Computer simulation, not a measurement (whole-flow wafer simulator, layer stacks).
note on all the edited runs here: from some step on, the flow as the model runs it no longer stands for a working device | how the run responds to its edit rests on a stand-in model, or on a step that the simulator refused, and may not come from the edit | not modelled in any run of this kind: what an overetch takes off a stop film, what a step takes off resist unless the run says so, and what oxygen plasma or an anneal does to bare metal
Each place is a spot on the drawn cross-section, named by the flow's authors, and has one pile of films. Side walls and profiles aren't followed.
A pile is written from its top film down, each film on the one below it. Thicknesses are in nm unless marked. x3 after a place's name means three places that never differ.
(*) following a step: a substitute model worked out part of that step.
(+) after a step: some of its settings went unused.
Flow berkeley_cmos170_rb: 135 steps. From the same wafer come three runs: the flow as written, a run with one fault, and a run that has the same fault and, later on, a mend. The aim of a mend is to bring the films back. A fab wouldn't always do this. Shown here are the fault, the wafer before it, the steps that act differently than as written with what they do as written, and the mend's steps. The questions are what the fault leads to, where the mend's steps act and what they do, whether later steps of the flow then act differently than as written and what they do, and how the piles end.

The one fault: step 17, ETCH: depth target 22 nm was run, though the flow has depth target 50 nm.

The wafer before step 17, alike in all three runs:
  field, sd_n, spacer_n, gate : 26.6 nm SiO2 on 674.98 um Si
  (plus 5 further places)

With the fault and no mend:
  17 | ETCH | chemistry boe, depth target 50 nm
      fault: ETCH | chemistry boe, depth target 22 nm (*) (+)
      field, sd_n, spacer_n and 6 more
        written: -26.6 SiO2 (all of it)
        fault: -22 SiO2
  Steps further on in the flow that do not act as written:
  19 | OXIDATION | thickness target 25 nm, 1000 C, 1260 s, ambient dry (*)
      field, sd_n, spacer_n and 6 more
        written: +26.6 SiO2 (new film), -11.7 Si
        fault: +23.4 SiO2, -10.3 Si
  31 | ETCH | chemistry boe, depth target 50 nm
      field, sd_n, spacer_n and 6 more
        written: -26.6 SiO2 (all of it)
        fault: -27.9 SiO2 (all of it)
  The piles end only slightly different from the flow's at the places that both follow, by no more than 2% or 0.5 nm, whichever is larger.

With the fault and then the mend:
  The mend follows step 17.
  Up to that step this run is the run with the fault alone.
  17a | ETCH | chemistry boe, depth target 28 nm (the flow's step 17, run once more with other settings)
      field, sd_n, spacer_n and 6 more
        -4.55 SiO2 (all of it)
  Later steps of the flow that are run all act as written at every place that is followed.
  By the end, the piles equal the flow's at every place that both follow.
